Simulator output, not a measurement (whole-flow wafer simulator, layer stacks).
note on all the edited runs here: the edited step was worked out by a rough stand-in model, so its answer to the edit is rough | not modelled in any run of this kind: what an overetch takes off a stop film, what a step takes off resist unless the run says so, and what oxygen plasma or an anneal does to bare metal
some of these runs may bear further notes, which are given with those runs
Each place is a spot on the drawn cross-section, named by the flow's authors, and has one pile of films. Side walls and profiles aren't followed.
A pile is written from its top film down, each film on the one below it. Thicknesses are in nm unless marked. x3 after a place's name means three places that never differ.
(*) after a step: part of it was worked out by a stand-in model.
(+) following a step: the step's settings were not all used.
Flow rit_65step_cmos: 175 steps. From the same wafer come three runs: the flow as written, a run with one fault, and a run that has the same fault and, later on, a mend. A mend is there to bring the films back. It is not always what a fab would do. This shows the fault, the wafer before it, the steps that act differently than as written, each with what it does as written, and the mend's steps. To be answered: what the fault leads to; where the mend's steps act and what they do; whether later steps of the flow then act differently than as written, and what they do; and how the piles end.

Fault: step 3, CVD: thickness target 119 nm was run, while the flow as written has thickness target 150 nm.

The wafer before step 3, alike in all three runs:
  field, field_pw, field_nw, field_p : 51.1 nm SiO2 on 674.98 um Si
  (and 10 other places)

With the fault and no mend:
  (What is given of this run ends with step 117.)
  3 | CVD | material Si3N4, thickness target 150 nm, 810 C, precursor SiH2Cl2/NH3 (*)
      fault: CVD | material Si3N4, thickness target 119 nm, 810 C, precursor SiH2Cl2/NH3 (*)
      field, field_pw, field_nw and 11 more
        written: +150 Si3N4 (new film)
        fault: +119 Si3N4 (new film)
  Steps later in the flow that act otherwise than as written (36 other steps are not shown; they differ only slightly, by no more than 2% or 0.5 nm, whichever is larger):
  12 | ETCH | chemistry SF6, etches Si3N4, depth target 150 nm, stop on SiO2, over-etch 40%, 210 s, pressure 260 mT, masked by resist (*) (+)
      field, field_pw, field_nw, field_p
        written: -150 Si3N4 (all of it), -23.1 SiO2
        fault: -119 Si3N4 (all of it), -35 SiO2
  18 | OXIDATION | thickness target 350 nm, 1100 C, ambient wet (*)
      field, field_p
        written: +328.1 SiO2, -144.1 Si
        fault: +337.5 SiO2, -148.3 Si
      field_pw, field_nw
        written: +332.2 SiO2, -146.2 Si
        fault: +341.2 SiO2, -150.1 Si
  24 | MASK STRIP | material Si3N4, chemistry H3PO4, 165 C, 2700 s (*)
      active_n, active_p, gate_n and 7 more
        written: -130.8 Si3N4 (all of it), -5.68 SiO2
        fault: -99.8 Si3N4 (all of it), -6.86 SiO2
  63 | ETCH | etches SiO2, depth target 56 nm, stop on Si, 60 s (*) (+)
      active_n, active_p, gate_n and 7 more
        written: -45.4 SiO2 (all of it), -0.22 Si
        fault: -44.2 SiO2 (all of it), -0.24 Si
  Once step 117 is done, the piles differ only a little from the flow's at the places that both follow, at most by 2% or 0.5 nm, whichever is larger.

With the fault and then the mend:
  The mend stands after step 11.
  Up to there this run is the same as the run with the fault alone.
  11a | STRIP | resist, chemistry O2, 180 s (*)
      active_n, active_p, gate_n and 7 more
        -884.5 resist (all of it)
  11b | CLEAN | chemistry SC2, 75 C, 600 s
      does not change any film at any place that is followed
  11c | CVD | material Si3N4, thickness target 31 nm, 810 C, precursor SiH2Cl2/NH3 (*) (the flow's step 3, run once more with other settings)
      field, field_pw, field_nw and 11 more
        +31 Si3N4
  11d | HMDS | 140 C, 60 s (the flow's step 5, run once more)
      does not change any film at any place that is followed
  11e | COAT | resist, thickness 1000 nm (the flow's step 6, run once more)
      field, field_pw, field_nw and 11 more
        +1000 resist (new film)
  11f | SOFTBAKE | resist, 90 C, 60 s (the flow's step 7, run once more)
      does not change any film at any place that is followed
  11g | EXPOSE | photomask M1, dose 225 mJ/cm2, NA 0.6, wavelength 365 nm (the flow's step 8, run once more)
      does not change any film at any place that is followed
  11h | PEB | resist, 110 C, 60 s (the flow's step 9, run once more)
      field, field_pw, field_nw and 11 more
        -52 resist
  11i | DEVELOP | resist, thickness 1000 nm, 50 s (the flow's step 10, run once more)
      field, field_pw, field_nw, field_p
        -948 resist (all of it)
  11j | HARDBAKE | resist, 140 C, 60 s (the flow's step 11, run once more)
      active_n, active_p, gate_n and 7 more
        -63.5 resist
  Every later step of the flow that is run acts as written at every place that is followed.
  At every place that both follow, the piles at the end match the flow's.
